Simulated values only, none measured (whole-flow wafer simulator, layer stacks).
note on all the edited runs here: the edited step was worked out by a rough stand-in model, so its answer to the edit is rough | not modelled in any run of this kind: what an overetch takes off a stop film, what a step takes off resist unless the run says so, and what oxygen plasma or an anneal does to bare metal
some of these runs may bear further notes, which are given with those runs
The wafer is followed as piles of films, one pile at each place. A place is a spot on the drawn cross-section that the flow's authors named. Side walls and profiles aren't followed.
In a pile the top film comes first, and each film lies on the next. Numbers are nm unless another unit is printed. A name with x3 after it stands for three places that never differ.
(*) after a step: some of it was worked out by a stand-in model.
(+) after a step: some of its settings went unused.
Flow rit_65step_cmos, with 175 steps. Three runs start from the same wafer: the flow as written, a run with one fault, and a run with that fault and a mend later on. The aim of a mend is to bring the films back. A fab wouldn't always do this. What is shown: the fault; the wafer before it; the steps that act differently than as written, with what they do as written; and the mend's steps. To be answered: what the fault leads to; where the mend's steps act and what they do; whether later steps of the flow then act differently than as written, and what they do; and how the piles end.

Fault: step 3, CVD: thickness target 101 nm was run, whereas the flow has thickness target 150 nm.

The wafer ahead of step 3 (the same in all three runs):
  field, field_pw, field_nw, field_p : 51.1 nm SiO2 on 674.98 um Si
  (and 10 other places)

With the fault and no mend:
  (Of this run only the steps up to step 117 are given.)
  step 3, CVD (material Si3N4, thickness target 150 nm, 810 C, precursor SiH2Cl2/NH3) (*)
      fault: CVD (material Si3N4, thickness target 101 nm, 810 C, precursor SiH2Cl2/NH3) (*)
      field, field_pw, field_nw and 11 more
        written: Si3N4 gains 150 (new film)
        fault: Si3N4 gains 101 (new film)
  Later steps of the flow acting differently than as written (36 more steps, not shown, differ only slightly: by at most 2% or 0.5 nm, whichever is larger):
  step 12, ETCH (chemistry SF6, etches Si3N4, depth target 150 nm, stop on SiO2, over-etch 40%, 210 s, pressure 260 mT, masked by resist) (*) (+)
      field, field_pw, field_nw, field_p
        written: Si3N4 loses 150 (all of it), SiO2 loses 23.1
        fault: Si3N4 loses 101 (all of it), SiO2 loses 41.9
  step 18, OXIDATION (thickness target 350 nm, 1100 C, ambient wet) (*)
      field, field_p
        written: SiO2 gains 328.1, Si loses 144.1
        fault: SiO2 gains 343.4, Si loses 150.9
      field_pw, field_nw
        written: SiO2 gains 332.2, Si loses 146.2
        fault: SiO2 gains 346.6, Si loses 152.5
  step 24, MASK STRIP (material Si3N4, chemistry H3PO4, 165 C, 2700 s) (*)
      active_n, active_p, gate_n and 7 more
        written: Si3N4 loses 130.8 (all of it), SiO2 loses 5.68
        fault: Si3N4 loses 81.8 (all of it), SiO2 loses 7.55
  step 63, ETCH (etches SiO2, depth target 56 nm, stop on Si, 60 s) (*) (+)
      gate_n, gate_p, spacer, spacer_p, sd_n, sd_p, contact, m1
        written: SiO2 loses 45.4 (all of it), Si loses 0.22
        fault: SiO2 loses 43.6 (all of it), Si loses 0.25
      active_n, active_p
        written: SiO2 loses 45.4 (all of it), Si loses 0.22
        fault: SiO2 loses 43.5 (all of it), Si loses 0.26
  After step 117 the piles are close to the flow's at the places that both follow, differing by at most 2% or 0.5 nm, whichever is larger.

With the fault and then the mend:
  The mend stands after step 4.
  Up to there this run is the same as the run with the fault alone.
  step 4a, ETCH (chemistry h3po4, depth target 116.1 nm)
      field, field_pw, field_nw and 11 more
        Si3N4 loses 101 (all of it)
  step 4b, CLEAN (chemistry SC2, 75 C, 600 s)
      leaves every film unchanged at each place that is followed
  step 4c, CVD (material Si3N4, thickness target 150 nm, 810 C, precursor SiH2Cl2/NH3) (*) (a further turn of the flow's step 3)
      field, field_pw, field_nw and 11 more
        Si3N4 gains 150 (new film)
  None of the later steps of the flow acts differently than as written at any place that is followed.
  At every place that both follow, the piles at the end match the flow's.
